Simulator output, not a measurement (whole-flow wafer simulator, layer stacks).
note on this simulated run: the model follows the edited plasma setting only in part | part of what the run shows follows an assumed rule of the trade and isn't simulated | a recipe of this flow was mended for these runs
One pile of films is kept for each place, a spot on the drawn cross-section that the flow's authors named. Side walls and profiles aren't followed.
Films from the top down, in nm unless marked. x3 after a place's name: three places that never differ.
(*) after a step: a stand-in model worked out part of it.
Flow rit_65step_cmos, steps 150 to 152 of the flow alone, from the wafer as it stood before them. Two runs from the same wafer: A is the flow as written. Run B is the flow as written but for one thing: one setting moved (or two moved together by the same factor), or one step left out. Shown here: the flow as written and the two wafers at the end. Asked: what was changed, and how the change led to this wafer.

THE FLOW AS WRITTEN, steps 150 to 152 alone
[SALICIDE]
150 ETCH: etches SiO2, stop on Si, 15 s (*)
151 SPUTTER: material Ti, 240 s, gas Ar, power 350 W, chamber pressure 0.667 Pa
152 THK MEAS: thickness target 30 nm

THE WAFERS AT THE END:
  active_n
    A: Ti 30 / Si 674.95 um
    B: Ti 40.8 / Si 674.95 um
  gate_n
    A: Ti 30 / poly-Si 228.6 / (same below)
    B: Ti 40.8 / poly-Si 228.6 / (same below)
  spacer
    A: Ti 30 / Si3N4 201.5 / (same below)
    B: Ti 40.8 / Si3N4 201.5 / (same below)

The cause: step 151, SPUTTER: power 476 W was run, where the flow has power 350 W.

How the change led to this, step by step:
  151 SPUTTER: material Ti, 240 s, gas Ar, power 350 W, chamber pressure 0.667 Pa
      field, field_pw, field_nw and 11 more: A Ti +30 (new film) | B Ti +40.8 (new film)
